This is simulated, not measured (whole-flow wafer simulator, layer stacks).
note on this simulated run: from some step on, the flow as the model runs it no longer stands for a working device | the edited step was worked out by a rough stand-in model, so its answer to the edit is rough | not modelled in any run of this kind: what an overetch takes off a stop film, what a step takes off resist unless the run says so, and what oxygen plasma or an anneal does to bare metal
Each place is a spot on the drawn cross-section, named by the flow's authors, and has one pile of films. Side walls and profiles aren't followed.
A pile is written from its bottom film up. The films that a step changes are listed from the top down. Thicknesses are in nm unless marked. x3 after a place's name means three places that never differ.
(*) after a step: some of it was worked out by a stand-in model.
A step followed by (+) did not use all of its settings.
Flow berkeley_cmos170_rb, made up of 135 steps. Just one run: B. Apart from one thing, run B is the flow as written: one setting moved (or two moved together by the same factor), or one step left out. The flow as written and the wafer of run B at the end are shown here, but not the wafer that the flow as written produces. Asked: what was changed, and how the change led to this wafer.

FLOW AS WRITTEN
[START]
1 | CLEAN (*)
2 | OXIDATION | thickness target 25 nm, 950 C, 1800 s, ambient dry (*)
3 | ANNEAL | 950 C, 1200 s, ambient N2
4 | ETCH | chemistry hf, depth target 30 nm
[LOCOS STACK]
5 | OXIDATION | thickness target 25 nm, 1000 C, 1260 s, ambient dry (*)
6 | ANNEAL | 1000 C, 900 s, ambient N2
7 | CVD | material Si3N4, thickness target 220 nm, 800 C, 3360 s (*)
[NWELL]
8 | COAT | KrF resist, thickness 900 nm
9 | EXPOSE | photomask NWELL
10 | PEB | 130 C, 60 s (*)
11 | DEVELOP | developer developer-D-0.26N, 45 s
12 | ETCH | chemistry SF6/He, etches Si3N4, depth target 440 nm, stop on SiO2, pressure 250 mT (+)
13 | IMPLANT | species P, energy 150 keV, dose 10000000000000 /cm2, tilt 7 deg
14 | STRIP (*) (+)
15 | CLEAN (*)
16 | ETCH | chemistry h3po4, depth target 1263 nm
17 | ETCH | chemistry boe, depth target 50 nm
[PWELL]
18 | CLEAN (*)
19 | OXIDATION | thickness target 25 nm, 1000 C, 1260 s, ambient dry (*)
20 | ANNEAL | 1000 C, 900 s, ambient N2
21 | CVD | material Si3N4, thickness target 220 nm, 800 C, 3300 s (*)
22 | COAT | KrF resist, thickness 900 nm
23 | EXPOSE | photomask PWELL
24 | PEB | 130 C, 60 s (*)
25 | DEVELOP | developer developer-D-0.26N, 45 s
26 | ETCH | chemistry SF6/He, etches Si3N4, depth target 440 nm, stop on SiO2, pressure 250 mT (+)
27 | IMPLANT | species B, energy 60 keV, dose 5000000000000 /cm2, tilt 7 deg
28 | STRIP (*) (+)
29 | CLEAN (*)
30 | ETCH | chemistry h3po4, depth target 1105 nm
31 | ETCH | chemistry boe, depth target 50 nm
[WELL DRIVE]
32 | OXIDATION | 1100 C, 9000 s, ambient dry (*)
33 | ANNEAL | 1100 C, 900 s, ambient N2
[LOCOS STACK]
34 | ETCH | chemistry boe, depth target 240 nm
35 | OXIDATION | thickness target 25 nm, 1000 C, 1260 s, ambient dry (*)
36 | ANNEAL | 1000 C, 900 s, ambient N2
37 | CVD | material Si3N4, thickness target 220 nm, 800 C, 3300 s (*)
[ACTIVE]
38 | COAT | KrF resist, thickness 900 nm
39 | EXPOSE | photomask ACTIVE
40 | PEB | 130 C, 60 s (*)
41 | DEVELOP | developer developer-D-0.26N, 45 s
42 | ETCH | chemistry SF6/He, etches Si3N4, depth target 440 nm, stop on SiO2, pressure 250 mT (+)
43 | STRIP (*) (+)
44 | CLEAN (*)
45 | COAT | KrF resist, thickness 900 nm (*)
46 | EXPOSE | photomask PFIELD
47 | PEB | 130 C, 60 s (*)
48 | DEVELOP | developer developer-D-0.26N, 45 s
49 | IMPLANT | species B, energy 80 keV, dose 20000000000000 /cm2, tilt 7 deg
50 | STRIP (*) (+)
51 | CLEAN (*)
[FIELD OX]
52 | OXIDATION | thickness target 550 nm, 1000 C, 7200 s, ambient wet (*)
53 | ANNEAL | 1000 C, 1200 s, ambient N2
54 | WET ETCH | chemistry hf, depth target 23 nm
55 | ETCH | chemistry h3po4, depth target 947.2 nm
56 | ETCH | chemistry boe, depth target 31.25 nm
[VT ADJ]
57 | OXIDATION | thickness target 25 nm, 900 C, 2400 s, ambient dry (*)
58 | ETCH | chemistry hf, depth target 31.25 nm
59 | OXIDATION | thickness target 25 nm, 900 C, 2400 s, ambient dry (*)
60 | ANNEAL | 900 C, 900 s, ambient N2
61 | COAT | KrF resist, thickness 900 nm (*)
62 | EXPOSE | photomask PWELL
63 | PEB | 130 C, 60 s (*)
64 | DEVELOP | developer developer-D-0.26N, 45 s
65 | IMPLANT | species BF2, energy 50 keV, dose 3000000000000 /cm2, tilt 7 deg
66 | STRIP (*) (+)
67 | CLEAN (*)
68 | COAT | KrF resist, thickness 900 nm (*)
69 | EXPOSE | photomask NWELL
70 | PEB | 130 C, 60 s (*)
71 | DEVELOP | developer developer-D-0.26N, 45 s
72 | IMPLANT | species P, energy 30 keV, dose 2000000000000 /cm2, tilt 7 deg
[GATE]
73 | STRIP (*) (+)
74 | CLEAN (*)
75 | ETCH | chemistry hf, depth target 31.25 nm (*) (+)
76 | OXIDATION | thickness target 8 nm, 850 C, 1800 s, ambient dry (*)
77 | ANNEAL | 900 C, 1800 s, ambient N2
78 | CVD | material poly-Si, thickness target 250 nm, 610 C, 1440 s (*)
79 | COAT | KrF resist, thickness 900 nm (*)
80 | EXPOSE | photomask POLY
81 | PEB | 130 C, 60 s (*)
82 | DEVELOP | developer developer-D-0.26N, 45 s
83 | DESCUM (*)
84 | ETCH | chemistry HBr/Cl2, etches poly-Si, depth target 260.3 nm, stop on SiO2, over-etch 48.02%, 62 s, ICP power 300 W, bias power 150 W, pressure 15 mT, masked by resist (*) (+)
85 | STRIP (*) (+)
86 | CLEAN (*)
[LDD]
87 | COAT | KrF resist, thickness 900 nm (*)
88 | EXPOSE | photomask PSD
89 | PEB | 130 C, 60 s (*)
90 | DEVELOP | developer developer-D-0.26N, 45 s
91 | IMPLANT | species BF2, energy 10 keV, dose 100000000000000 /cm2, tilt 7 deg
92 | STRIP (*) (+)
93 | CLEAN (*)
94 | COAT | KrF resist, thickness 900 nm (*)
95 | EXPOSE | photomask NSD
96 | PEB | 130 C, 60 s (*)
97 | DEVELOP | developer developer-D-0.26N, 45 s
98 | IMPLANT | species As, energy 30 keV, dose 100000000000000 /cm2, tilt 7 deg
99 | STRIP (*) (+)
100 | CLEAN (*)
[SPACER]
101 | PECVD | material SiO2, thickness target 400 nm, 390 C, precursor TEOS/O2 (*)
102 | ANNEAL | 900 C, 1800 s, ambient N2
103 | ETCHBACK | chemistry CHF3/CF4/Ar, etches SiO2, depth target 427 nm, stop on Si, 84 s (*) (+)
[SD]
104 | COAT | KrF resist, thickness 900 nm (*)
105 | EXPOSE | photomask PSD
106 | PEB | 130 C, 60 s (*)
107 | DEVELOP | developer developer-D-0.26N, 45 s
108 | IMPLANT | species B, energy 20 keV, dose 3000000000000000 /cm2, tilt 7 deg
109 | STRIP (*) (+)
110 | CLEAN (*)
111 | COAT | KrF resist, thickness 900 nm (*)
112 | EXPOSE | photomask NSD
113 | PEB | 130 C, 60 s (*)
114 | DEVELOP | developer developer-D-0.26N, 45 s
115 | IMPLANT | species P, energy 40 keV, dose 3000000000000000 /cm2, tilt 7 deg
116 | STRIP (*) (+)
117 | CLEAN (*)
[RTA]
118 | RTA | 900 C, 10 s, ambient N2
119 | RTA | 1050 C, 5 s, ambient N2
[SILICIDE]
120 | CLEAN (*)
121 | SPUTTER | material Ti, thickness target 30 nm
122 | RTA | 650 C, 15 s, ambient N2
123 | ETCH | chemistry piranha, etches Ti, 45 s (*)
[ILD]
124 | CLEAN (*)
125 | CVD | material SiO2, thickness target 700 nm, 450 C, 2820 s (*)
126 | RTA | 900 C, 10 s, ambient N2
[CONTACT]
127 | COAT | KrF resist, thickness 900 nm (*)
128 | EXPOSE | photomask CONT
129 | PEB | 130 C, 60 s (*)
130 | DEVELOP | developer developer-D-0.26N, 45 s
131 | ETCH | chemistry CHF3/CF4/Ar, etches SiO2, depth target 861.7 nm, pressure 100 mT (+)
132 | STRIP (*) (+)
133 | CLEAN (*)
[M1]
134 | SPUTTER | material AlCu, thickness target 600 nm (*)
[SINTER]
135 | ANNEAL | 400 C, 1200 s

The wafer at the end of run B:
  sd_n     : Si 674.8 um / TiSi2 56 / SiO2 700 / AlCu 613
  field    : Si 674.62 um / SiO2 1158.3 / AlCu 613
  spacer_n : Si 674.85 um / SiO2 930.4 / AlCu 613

The reason: step 134, SPUTTER: thickness target 613 nm was run, while the flow as written has thickness target 600 nm.
One can read it off the wafer: sd_n has AlCu 613, and step 134 as written asks for 600 nm.

How this came from the change, step by step:
  134 | SPUTTER | material AlCu, thickness target 600 nm (*)
      field, sd_n, spacer_n, gate, spacer_p, gate_p, m1: +613 AlCu (new film) (as written it would have been: +600 AlCu (new film))
      sd_p: +558.3 AlCu (new film) (as written it would have been: +545.9 AlCu (new film))
      (and at 1 other place as well)
